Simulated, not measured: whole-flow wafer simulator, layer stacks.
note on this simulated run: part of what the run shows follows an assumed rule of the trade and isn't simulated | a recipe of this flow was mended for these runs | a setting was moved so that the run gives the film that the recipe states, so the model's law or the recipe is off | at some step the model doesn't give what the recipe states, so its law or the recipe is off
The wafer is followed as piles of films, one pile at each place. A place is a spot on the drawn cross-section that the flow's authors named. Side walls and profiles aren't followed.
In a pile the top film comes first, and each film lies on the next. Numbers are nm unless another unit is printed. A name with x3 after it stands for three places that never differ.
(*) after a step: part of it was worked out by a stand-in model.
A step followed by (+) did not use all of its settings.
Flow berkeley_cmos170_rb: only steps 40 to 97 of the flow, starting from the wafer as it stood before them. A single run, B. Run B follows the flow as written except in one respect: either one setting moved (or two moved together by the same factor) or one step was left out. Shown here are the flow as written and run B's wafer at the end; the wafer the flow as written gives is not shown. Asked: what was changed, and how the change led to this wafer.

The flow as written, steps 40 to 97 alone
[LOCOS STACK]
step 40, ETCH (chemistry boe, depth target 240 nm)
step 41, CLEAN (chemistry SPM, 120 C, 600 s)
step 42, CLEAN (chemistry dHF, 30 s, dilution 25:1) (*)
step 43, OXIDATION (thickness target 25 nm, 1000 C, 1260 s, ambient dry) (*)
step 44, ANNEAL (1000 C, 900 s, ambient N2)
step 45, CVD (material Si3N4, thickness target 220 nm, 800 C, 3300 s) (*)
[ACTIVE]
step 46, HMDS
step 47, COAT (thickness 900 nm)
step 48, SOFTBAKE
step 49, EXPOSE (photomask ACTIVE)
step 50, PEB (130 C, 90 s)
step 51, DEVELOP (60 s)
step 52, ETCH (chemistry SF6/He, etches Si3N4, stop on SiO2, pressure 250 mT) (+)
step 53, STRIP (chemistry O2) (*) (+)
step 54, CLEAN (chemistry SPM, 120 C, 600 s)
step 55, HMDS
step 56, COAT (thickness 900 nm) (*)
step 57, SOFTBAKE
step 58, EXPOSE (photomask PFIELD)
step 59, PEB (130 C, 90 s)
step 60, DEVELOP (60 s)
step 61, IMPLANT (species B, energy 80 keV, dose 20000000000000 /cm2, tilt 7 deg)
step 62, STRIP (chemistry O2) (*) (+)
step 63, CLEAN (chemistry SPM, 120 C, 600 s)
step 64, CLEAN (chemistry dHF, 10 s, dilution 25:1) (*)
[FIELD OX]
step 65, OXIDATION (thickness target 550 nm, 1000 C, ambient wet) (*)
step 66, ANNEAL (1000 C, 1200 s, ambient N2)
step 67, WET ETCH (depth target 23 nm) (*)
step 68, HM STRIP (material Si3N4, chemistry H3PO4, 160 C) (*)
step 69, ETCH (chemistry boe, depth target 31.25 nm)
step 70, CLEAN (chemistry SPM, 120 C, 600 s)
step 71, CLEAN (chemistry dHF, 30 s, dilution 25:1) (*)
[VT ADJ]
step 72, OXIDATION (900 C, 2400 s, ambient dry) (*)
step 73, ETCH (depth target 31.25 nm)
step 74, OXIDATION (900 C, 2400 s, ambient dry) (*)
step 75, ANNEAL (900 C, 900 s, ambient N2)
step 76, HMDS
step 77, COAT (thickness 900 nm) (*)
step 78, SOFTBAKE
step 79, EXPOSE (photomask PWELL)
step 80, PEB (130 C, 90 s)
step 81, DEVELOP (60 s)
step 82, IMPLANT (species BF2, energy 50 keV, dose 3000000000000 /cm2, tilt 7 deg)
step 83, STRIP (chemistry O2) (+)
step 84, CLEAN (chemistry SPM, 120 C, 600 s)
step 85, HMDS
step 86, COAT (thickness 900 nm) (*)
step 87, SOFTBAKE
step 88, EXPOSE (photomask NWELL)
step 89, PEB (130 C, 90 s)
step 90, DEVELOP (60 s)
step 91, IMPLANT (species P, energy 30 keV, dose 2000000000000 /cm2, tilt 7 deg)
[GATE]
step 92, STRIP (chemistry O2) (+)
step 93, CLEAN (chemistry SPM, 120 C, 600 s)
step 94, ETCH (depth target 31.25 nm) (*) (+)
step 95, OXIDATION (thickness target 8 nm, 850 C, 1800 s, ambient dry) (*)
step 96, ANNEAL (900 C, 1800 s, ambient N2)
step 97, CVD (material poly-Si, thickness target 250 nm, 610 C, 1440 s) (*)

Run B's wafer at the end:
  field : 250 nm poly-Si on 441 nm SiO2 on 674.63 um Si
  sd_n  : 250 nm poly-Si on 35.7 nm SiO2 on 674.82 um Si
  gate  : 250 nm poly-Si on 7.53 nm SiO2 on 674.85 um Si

Cause: step 45, CVD: 680 C was run, whereas the flow has 800 C.

The path from the change to this, step by step:
  step 45, CVD (material Si3N4, thickness target 220 nm, 800 C, 3300 s) (*)
      field, sd_n, spacer_n and 6 more: Si3N4 gains 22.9 (new film) (in the flow as written it would be: Si3N4 gains 220 (new film))
  step 52, ETCH (chemistry SF6/He, etches Si3N4, stop on SiO2, pressure 250 mT) (+)
      sd_n, spacer_n, gate, sd_p, spacer_p, gate_p, contact, m1: KrF-resist loses 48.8 (in the flow as written it would be: KrF-resist loses 263)
      field: Si3N4 loses 22.9 (all of it), SiO2 loses 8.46 (in the flow as written it would be: Si3N4 loses 220 (all of it), SiO2 loses 8.46)
  step 53, STRIP (chemistry O2) (*) (+)
      sd_n, spacer_n, gate, sd_p, spacer_p, gate_p, contact, m1: KrF-resist loses 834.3 (all of it) (in the flow as written it would be: KrF-resist loses 620 (all of it))
  step 56, COAT (thickness 900 nm) (*)
      field: KrF-resist gains 908.5 (new film) (in the flow as written it would be: KrF-resist gains 962.5 (new film))
      sd_n: KrF-resist gains 883.8 (new film) (in the flow as written it would be: KrF-resist gains 782.7 (new film))
      (also at 7 further places)
  step 60, DEVELOP (60 s)
      field: KrF-resist loses 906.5 (all of it) (in the flow as written it would be: KrF-resist loses 960.3 (all of it))
  step 62, STRIP (chemistry O2) (*) (+)
      sd_n: KrF-resist loses 866.8 (all of it) (in the flow as written it would be: KrF-resist loses 766.1 (all of it))
      spacer_n: KrF-resist loses 871 (all of it) (in the flow as written it would be: KrF-resist loses 799.5 (all of it))
      (also at 6 further places)
  step 65, OXIDATION (thickness target 550 nm, 1000 C, ambient wet) (*)
      gate: SiO2 gains 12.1 (new film), Si3N4 loses 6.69 (in the flow as written it would be: SiO2 gains 12.1 (new film), Si3N4 loses 6.69, SiO2 gains 0.05, Si loses 0.05)
      sd_n: SiO2 gains 12.1 (new film), Si3N4 loses 6.69, SiO2 gains 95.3, Si loses 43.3 (in the flow as written it would be: SiO2 gains 12.1 (new film), Si3N4 loses 6.69, SiO2 gains 1.54, Si loses 0.56)
      (also at 1 further place)
  step 68, HM STRIP (material Si3N4, chemistry H3PO4, 160 C) (*)
      sd_n, spacer_n, gate, sd_p, spacer_p, gate_p, contact, m1: Si3N4 loses 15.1 (all of it), SiO2 loses 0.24 (in the flow as written it would be: Si3N4 loses 212.2 (all of it), SiO2 loses 3.32)
      field: SiO2 loses 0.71 (in the flow as written it would be: SiO2 loses 9.95)
  step 69, ETCH (chemistry boe, depth target 31.25 nm)
      sd_n: SiO2 loses 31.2 (in the flow as written it would be: SiO2 loses 24.8 (all of it))
      sd_p: SiO2 loses 31.2 (in the flow as written it would be: SiO2 loses 23.3 (all of it))
      (also at 6 further places)
  step 70, CLEAN (chemistry SPM, 120 C, 600 s)
      sd_n, sd_p: nothing (in the flow as written it would be: chemical SiO2 gains 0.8 (new film), Si loses 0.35)
  step 71, CLEAN (chemistry dHF, 30 s, dilution 25:1) (*)
      sd_n, sd_p: SiO2 loses 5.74 (in the flow as written it would be: chemical SiO2 loses 0.8 (all of it))
  step 72, OXIDATION (900 C, 2400 s, ambient dry) (*)
      sd_n: SiO2 gains 4.72, Si loses 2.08 (in the flow as written it would be: SiO2 gains 15 (new film), Si loses 6.62)
      sd_p: SiO2 gains 10, Si loses 4.4 (in the flow as written it would be: SiO2 gains 15 (new film), Si loses 6.62)
  step 73, ETCH (depth target 31.25 nm)
      sd_n, sd_p: SiO2 loses 31.2 (in the flow as written it would be: SiO2 loses 15 (all of it))
  step 74, OXIDATION (900 C, 2400 s, ambient dry) (*)
      sd_n: SiO2 gains 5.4, Si loses 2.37 (in the flow as written it would be: SiO2 gains 15 (new film), Si loses 6.62)
      sd_p: SiO2 gains 14.5, Si loses 6.39 (in the flow as written it would be: SiO2 gains 15 (new film), Si loses 6.62)
  step 94, ETCH (depth target 31.25 nm) (*) (+)
      sd_n: SiO2 loses 31.2 (in the flow as written it would be: SiO2 loses 15 (all of it))
  step 95, OXIDATION (thickness target 8 nm, 850 C, 1800 s, ambient dry) (*)
      sd_n: SiO2 gains 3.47, Si loses 1.52 (in the flow as written it would be: SiO2 gains 7.53 (new film), Si loses 3.31)
